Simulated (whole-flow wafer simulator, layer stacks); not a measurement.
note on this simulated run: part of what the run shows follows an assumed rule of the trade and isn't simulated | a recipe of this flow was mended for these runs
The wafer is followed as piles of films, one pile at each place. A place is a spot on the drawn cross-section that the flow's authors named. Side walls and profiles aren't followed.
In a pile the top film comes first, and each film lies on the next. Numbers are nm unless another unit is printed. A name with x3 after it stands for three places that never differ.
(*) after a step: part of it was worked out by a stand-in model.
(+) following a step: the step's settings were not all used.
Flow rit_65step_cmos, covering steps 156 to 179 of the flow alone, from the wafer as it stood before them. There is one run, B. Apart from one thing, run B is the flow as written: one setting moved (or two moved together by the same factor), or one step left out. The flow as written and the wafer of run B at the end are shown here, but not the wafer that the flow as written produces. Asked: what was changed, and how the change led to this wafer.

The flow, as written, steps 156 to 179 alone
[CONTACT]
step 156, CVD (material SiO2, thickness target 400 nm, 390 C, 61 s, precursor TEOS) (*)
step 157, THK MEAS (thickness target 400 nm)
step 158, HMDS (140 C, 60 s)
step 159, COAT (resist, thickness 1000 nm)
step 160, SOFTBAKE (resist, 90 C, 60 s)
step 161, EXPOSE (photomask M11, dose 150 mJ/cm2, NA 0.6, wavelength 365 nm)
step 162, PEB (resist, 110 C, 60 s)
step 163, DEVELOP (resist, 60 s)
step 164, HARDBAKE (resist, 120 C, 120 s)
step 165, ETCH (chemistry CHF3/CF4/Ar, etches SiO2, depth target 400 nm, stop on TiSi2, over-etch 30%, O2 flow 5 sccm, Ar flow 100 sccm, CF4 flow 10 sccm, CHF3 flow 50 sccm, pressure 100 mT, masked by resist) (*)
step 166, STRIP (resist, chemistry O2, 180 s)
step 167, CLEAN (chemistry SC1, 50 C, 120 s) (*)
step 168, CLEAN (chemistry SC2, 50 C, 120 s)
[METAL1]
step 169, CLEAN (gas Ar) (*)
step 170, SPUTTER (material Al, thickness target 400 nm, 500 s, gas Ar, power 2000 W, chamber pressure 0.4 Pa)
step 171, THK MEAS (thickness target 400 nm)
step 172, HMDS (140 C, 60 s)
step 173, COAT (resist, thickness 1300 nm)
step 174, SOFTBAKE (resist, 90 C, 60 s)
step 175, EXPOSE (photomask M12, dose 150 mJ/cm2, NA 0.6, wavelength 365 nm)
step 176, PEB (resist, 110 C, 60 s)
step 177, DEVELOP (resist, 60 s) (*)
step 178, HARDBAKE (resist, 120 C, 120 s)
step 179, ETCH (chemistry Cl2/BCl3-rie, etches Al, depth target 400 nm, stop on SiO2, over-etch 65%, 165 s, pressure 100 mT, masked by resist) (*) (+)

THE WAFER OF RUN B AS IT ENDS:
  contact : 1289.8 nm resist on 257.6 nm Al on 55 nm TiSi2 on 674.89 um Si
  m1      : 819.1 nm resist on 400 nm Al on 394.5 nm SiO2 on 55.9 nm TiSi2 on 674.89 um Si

The reason: step 165, ETCH: depth target 305 nm was run, though the flow has depth target 400 nm.

Step by step, how the change led to this:
  step 165, ETCH (chemistry CHF3/CF4/Ar, etches SiO2, depth target 400 nm, stop on TiSi2, over-etch 30%, O2 flow 5 sccm, Ar flow 100 sccm, CF4 flow 10 sccm, CHF3 flow 50 sccm, pressure 100 mT, masked by resist) (*)
      contact: SiO2 loses 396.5 (as written it would have been: SiO2 loses 400 (all of it), TiSi2 loses 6)
      field, field_pw, field_nw and 10 more: resist loses 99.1 (as written it would have been: resist loses 130)
  step 166, STRIP (resist, chemistry O2, 180 s)
      active_n, active_p: resist loses 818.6 (all of it) (as written it would have been: resist loses 787.7 (all of it))
      field: resist loses 877.9 (all of it) (as written it would have been: resist loses 847 (all of it))
      (also at 10 further places)
  step 169, CLEAN (gas Ar) (*)
      contact: SiO2 loses 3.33 (all of it), TiSi2 loses 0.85 (as written it would have been: TiSi2 loses 2.31)
